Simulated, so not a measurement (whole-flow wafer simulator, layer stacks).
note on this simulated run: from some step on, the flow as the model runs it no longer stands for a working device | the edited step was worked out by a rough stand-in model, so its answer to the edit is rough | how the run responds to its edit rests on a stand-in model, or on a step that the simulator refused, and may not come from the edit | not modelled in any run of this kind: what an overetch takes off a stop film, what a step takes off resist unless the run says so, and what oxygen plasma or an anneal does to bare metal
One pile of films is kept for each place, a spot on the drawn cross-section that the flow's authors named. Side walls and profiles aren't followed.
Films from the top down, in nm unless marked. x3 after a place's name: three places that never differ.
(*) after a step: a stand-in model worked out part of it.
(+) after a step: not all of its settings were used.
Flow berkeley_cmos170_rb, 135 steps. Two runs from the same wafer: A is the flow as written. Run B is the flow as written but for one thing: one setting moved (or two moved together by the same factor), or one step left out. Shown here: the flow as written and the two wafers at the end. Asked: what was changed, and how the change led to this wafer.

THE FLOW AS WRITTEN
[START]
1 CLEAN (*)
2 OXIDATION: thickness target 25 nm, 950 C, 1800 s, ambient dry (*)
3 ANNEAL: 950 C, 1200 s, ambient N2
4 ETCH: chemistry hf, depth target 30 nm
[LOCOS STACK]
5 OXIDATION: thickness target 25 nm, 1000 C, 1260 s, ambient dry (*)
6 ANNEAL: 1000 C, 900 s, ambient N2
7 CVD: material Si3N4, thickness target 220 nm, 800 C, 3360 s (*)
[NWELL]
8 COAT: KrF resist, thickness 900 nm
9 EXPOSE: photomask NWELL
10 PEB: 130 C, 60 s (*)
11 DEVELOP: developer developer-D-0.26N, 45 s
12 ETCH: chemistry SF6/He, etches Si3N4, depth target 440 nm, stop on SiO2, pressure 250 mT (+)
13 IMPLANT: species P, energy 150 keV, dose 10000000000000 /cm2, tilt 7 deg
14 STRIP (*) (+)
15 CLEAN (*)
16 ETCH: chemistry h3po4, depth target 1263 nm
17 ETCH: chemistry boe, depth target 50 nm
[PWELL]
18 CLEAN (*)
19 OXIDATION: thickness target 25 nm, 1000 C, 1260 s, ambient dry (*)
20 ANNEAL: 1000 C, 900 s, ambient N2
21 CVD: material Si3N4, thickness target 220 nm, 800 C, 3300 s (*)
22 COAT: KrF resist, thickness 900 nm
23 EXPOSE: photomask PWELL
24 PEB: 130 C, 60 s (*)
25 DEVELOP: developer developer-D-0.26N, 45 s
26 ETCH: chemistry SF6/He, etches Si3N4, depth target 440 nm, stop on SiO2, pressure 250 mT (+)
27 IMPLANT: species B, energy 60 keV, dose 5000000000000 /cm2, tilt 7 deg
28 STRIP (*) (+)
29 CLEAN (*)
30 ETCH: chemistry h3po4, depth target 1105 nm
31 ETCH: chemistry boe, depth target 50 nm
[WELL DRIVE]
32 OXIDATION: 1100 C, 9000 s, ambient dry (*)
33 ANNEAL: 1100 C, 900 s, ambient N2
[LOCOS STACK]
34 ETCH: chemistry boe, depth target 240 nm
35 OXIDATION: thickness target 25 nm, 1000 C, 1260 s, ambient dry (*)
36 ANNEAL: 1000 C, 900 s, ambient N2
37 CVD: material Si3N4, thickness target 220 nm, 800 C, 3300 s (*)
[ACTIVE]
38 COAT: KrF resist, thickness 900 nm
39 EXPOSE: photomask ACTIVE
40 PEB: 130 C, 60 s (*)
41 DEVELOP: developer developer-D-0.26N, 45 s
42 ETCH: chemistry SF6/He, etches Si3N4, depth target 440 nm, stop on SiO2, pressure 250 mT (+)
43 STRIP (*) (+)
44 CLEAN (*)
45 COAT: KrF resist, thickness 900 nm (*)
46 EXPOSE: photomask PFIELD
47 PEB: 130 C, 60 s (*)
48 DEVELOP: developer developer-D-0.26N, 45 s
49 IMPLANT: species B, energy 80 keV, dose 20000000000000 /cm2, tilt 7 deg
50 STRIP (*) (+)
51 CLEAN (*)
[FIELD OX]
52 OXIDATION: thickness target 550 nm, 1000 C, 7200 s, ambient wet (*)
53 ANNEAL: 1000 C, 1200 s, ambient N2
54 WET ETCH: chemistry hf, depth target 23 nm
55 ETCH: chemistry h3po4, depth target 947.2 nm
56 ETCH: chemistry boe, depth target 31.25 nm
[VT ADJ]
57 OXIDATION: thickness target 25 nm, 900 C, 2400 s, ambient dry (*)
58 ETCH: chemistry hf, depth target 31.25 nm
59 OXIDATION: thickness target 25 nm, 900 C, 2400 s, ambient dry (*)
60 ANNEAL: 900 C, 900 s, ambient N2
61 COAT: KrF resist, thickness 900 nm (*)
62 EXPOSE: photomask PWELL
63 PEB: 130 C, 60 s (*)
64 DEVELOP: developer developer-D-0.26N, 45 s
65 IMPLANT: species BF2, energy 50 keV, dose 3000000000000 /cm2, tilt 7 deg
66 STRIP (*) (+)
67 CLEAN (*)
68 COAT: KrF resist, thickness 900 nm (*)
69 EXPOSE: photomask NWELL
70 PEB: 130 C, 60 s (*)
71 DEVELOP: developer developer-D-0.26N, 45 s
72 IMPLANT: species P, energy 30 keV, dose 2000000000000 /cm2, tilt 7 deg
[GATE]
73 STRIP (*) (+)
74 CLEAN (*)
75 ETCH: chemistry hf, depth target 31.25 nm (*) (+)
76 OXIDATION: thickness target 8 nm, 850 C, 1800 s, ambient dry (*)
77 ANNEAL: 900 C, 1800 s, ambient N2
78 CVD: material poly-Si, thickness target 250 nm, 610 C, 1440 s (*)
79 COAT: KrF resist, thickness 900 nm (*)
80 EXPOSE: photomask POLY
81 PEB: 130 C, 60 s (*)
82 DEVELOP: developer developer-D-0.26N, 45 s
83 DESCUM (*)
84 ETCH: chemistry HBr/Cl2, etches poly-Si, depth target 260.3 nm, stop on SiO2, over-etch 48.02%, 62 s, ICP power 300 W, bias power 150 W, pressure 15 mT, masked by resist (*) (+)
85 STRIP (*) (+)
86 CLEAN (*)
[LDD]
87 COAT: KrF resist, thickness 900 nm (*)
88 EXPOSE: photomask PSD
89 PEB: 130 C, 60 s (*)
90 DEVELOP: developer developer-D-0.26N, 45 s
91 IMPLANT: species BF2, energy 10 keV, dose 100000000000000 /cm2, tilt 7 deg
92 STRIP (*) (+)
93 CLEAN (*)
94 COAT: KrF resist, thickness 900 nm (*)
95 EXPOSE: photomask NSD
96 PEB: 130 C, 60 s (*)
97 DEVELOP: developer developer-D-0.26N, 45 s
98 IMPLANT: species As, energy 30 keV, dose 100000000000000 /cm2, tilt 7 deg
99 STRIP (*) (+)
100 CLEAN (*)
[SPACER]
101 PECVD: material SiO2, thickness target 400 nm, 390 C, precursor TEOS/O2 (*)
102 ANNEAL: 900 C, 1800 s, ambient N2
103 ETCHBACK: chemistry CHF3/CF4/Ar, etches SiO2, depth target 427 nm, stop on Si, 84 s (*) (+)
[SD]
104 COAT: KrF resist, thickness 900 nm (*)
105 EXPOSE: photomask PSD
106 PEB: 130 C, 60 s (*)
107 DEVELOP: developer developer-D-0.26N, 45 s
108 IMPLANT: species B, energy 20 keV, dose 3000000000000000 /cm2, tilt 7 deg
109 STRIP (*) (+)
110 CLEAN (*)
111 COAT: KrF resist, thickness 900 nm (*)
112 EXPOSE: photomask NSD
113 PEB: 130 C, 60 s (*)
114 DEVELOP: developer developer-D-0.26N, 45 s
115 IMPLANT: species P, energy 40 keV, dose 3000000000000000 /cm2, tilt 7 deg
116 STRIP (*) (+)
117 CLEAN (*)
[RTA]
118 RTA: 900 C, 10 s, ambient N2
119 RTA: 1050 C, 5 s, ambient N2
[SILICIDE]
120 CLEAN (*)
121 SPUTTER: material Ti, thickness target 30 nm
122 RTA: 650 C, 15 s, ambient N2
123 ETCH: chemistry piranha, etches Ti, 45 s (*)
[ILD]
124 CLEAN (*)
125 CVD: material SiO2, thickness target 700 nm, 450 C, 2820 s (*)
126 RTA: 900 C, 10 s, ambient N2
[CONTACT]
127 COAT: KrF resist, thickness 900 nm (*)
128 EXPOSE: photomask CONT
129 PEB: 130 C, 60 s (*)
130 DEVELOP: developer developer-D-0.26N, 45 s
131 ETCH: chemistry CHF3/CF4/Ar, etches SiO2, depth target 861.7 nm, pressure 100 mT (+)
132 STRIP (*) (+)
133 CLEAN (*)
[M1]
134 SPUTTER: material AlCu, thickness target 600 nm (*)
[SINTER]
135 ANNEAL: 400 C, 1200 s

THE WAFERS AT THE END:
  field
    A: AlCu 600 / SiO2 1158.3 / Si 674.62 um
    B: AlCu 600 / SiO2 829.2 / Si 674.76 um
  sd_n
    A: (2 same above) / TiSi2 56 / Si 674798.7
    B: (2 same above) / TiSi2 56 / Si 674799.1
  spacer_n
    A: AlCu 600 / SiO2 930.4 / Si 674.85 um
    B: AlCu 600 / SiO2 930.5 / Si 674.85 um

The cause: step 52, OXIDATION: 900 C was run, where the flow has 1000 C.

How the change led to this, step by step:
  52 OXIDATION: thickness target 550 nm, 1000 C, 7200 s, ambient wet (*)
      gate: A SiO2 +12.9 (new film), Si3N4 -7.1, SiO2 +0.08, Si -0.08 | B SiO2 +2.65 (new film), Si3N4 -1.47
      spacer_n, spacer_p, gate_p, contact: A SiO2 +12.9 (new film), Si3N4 -7.1 | B SiO2 +2.65 (new film), Si3N4 -1.47
      (and at 4 more places)
  54 WET ETCH: chemistry hf, depth target 23 nm
      sd_n, spacer_n, gate, sd_p, spacer_p, gate_p, contact, m1: A SiO2 -12.9 (all of it) | B SiO2 -2.65 (all of it)
  55 ETCH: chemistry h3po4, depth target 947.2 nm
      sd_n, spacer_n, gate, sd_p, spacer_p, gate_p, contact, m1: A Si3N4 -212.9 (all of it) | B Si3N4 -218.5 (all of it)
  56 ETCH: chemistry boe, depth target 31.25 nm
      sd_n: A SiO2 -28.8 (all of it) | B SiO2 -27.6 (all of it)
      m1: A SiO2 -31.5 (all of it) | B SiO2 -28.8 (all of it)
  57 OXIDATION: thickness target 25 nm, 900 C, 2400 s, ambient dry (*)
      field: A SiO2 +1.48, Si -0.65 | B SiO2 +2.93, Si -1.29
  59 OXIDATION: thickness target 25 nm, 900 C, 2400 s, ambient dry (*)
      field: A SiO2 +1.55, Si -0.68 | B SiO2 +3.2, Si -1.41
  61 COAT: KrF resist, thickness 900 nm (*)
      field: A KrF resist +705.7 (new film) | B KrF resist +840.8 (new film)
      sd_n: A KrF resist +957.5 (new film) | B KrF resist +916.2 (new film)
      (and at 3 more places)
  64 DEVELOP: developer developer-D-0.26N, 45 s
      field: A KrF resist -705.7 (all of it) | B KrF resist -840.8 (all of it)
      sd_n: A KrF resist -957.5 (all of it) | B KrF resist -916.2 (all of it)
      (and at 1 more place)
  66 STRIP (*) (+)
      sd_p: A KrF resist -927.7 (all of it) | B KrF resist -898.2 (all of it)
      m1: A KrF resist -936.1 (all of it) | B KrF resist -900.5 (all of it)
  68 COAT: KrF resist, thickness 900 nm (*)
      field: A KrF resist +705.7 (new film) | B KrF resist +840.8 (new film)
      sd_n: A KrF resist +957.5 (new film) | B KrF resist +916.2 (new film)
      (and at 3 more places)
  71 DEVELOP: developer developer-D-0.26N, 45 s
      sd_p: A KrF resist -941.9 (all of it) | B KrF resist -912.4 (all of it)
  73 STRIP (*) (+)
      field: A KrF resist -691.4 (all of it) | B KrF resist -826.6 (all of it)
      sd_n: A KrF resist -943.2 (all of it) | B KrF resist -902 (all of it)
      (and at 2 more places)
  76 OXIDATION: thickness target 8 nm, 850 C, 1800 s, ambient dry (*)
      field: A SiO2 +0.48, Si -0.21 | B SiO2 +1.08, Si -0.48
  79 COAT: KrF resist, thickness 900 nm (*)
      spacer_n, spacer_p, gate_p: A KrF resist +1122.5 (new film) | B KrF resist +933.6 (new film)
      gate: A KrF resist +1122.6 (new film) | B KrF resist +933.6 (new film)
      (and at 2 more places)
  82 DEVELOP: developer developer-D-0.26N, 45 s
      spacer_n, spacer_p: A KrF resist -1122.5 (all of it) | B KrF resist -933.6 (all of it)
      contact: A KrF resist -948.3 (all of it) | B KrF resist -909.8 (all of it)
      (and at 1 more place)
  85 STRIP (*) (+)
      gate: A KrF resist -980 (all of it) | B KrF resist -790.9 (all of it)
      gate_p: A KrF resist -979.9 (all of it) | B KrF resist -790.9 (all of it)
  ... 21 more steps ...
  134 SPUTTER: material AlCu, thickness target 600 nm (*)
      sd_p: A AlCu +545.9 (new film) | B AlCu +600 (new film)
